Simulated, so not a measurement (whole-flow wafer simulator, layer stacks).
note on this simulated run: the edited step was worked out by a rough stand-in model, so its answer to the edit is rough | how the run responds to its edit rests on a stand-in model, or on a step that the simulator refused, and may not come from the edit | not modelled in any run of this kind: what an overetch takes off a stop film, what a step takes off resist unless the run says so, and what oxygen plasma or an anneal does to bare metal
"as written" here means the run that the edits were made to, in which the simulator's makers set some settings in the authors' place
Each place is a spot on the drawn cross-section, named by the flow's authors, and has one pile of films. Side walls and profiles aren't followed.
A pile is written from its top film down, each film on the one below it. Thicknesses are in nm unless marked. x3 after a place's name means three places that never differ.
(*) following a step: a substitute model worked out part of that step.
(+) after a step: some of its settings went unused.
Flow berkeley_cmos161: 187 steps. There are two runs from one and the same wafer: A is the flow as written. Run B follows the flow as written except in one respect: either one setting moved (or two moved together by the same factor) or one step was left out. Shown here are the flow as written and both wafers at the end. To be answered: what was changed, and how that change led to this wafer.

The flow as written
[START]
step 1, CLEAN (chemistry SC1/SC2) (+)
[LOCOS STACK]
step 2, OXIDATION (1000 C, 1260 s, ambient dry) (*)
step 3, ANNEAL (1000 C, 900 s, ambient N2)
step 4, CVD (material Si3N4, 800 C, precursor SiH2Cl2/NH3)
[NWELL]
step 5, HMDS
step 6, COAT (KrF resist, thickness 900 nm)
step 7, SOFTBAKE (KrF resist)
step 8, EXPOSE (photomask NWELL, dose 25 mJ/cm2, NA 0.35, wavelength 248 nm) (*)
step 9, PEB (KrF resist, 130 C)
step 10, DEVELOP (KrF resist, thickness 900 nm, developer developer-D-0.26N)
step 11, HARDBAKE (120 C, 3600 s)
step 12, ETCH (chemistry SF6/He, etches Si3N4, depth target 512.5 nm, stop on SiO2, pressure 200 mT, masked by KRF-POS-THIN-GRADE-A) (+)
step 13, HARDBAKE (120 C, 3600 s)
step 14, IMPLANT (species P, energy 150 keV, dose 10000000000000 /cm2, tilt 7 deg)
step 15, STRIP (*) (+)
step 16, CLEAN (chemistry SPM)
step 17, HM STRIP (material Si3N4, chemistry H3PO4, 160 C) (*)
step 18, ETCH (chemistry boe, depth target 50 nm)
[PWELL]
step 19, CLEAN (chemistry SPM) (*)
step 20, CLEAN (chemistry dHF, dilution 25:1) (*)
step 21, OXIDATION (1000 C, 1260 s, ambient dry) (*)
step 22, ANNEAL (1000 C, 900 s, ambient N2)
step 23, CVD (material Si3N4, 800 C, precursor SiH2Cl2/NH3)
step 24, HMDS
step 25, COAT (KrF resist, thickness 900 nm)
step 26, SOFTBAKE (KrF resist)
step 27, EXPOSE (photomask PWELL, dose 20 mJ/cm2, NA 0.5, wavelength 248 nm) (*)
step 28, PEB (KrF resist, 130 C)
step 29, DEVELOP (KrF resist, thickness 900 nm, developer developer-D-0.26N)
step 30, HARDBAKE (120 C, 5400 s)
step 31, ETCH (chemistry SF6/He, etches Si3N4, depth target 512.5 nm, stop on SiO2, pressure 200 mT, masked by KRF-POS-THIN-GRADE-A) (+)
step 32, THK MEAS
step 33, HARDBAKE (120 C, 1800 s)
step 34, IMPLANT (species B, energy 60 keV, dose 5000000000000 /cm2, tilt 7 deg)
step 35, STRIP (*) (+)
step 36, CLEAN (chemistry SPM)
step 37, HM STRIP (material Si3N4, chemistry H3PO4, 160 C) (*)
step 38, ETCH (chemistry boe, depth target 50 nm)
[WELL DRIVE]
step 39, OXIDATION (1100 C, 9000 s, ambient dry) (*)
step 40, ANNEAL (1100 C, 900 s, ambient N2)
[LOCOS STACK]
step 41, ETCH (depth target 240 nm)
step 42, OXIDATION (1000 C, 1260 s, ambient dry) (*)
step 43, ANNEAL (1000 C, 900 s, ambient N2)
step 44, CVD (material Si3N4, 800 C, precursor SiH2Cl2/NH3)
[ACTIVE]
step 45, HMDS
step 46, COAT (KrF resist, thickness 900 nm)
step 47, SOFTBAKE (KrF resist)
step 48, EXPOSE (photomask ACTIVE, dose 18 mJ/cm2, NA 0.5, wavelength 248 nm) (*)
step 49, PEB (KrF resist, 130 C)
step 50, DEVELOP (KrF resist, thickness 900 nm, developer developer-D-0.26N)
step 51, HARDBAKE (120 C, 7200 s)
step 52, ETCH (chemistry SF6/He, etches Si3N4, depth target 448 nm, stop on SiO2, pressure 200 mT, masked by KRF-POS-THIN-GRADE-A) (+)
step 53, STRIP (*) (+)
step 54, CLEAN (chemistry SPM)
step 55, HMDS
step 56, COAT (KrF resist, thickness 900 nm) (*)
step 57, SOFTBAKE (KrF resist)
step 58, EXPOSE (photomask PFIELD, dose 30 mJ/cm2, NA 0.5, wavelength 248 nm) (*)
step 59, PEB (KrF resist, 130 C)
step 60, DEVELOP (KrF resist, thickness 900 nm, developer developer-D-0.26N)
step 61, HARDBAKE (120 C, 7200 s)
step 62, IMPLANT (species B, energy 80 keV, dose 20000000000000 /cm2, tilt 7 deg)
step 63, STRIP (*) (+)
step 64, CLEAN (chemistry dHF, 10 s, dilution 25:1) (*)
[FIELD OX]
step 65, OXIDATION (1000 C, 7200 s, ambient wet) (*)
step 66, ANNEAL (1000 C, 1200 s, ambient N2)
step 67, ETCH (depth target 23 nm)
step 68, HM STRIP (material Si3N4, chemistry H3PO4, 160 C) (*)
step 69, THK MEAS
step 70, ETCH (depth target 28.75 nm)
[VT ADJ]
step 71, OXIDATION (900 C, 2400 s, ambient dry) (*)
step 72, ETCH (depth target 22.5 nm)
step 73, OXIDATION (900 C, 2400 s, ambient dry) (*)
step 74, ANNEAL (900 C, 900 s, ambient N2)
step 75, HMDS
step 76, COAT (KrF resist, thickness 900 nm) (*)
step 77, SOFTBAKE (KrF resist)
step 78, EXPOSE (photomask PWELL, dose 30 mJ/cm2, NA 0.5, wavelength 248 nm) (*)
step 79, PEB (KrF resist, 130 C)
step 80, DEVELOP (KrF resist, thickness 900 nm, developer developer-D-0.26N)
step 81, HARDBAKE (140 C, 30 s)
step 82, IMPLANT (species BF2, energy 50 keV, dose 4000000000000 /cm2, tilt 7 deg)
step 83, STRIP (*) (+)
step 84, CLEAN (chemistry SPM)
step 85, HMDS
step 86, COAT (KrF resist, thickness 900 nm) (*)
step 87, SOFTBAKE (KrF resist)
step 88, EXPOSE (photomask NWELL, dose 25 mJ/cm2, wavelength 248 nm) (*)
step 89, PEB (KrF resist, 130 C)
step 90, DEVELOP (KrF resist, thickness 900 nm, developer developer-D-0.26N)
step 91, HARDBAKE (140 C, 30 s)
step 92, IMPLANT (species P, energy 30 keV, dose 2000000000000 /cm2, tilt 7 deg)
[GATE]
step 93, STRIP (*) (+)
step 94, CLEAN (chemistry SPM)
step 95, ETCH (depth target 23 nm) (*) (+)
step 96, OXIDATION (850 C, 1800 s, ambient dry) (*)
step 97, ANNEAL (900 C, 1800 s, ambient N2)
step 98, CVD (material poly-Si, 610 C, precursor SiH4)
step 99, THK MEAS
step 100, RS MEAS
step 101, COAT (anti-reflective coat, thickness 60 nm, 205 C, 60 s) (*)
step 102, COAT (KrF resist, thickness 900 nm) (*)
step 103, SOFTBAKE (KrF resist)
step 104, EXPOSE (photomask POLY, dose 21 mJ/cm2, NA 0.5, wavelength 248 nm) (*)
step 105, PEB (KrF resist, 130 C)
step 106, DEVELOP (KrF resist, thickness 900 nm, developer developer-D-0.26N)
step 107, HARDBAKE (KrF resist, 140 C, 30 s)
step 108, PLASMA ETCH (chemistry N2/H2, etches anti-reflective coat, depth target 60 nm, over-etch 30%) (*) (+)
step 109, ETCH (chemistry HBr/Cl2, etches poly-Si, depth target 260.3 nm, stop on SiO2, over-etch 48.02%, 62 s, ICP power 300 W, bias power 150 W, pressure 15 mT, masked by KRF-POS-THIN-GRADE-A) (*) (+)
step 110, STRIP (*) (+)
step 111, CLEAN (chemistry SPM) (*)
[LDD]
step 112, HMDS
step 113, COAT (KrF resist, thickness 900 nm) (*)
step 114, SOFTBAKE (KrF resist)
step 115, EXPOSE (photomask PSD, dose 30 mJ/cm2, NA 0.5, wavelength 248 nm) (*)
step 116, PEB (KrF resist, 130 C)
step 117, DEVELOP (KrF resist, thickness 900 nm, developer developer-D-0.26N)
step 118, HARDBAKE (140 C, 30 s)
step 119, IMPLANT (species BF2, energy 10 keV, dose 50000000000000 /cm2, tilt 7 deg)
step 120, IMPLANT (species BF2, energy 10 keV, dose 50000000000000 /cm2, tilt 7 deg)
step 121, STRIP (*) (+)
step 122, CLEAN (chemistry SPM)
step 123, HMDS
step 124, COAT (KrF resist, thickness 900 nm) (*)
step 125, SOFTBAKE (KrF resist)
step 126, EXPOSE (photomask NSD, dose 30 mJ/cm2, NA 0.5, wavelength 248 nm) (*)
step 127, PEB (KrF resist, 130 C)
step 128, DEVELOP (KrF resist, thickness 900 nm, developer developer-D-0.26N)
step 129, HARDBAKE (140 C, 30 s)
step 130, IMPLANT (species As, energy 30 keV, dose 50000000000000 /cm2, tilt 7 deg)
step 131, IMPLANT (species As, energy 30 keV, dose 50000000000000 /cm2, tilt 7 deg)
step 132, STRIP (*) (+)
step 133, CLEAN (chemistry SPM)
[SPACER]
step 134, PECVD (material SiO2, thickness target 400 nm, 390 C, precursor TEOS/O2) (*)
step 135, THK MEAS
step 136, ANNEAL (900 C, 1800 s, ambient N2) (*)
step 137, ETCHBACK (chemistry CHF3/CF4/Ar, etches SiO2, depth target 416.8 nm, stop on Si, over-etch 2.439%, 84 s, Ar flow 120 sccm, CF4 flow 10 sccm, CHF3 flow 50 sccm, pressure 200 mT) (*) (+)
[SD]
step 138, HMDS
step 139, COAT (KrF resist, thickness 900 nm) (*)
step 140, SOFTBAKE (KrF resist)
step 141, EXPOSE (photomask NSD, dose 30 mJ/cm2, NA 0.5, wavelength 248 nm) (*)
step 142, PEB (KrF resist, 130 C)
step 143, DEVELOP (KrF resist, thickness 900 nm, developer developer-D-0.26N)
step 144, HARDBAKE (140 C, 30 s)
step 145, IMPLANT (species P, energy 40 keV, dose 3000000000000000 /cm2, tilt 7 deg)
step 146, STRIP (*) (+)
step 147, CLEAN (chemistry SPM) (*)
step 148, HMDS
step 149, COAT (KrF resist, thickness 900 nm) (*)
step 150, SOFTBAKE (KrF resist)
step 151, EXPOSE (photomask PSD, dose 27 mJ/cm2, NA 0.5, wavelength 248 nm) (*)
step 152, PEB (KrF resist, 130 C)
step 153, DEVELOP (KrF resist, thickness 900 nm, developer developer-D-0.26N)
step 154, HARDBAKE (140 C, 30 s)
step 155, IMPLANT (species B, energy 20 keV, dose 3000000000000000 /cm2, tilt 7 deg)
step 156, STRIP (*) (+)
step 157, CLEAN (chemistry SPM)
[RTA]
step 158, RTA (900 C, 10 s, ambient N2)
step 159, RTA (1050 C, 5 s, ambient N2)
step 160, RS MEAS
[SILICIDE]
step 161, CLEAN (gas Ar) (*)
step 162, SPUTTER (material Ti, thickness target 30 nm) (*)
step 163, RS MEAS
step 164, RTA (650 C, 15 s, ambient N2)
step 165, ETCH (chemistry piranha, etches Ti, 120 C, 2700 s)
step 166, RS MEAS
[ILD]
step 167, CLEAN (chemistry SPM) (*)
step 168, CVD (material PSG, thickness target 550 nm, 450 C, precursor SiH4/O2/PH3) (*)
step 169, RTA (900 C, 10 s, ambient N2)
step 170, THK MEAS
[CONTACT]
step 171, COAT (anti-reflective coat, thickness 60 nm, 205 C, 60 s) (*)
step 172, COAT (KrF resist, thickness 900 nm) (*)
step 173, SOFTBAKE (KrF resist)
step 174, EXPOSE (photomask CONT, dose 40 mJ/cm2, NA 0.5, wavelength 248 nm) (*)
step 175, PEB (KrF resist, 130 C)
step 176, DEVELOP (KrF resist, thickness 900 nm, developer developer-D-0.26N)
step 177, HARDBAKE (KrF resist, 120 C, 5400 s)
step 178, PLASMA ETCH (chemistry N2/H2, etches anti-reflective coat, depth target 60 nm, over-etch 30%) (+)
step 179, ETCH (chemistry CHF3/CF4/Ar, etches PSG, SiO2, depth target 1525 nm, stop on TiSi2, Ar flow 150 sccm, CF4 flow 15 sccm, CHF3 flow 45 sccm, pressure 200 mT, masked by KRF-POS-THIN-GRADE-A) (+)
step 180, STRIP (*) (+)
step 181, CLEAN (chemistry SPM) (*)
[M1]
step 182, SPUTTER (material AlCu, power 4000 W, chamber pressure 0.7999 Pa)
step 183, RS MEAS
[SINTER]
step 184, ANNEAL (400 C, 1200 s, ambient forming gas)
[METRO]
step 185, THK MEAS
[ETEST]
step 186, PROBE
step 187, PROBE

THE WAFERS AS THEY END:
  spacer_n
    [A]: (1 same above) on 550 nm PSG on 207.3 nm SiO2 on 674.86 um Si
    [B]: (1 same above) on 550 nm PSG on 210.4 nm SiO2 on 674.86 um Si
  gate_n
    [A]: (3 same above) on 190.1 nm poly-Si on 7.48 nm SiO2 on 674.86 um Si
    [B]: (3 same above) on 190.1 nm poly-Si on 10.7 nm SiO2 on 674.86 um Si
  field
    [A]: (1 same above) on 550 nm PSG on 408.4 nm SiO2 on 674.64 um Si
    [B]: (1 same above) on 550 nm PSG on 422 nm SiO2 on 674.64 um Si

What caused this: step 95, ETCH: depth target 9.338 nm was run, though the flow has depth target 23 nm.

The path from the change to this, step by step:
  step 95, ETCH (depth target 23 nm) (*) (+)
      sd_n, spacer_n, gate_n, sd_p, spacer_p, gate_p, contact, m1: A -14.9 SiO2 (all of it) | B -9.34 SiO2
      field: A -23 SiO2 | B -9.34 SiO2
  step 96, OXIDATION (850 C, 1800 s, ambient dry) (*)
      sd_n, spacer_n, gate_n, sd_p, spacer_p, gate_p, contact, m1: A +7.48 SiO2 (new film), -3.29 Si | B +5.06 SiO2, -2.23 Si
  step 101, COAT (anti-reflective coat, thickness 60 nm, 205 C, 60 s) (*)
      sd_n: A +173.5 anti-reflective coat (new film) | B +181.2 anti-reflective coat (new film)
      spacer_n: A +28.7 anti-reflective coat (new film) | B +27 anti-reflective coat (new film)
      (and at 4 other places as well)
  step 108, PLASMA ETCH (chemistry N2/H2, etches anti-reflective coat, depth target 60 nm, over-etch 30%) (*) (+)
      sd_n: A -173.5 anti-reflective coat (all of it), -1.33 poly-Si | B -181.2 anti-reflective coat (all of it), -1.39 poly-Si
      spacer_n: A -28.7 anti-reflective coat (all of it), -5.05 poly-Si | B -27 anti-reflective coat (all of it), -5.35 poly-Si
      (and at 2 other places as well)
  step 110, STRIP (*) (+)
      gate_n: A +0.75 chemical SiO2 (new film), -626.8 KrF resist (all of it), -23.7 anti-reflective coat (all of it), -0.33 poly-Si | B +0.75 chemical SiO2 (new film), -633.1 KrF resist (all of it), -21.9 anti-reflective coat (all of it), -0.33 poly-Si
      gate_p: A +0.75 chemical SiO2 (new film), -598.2 KrF resist (all of it), -27.9 anti-reflective coat (all of it), -0.33 poly-Si | B +0.75 chemical SiO2 (new film), -601.9 KrF resist (all of it), -27 anti-reflective coat (all of it), -0.33 poly-Si
  step 171, COAT (anti-reflective coat, thickness 60 nm, 205 C, 60 s) (*)
      sd_n: A +149.7 anti-reflective coat (new film) | B +160.2 anti-reflective coat (new film)
      m1: A +97.8 anti-reflective coat (new film) | B +100.9 anti-reflective coat (new film)
  step 180, STRIP (*) (+)
      sd_n: A -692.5 KrF resist (all of it), -149.7 anti-reflective coat (all of it) | B -690.2 KrF resist (all of it), -160.2 anti-reflective coat (all of it)
      m1: A -739.9 KrF resist (all of it), -97.8 anti-reflective coat (all of it) | B -744.4 KrF resist (all of it), -100.9 anti-reflective coat (all of it)
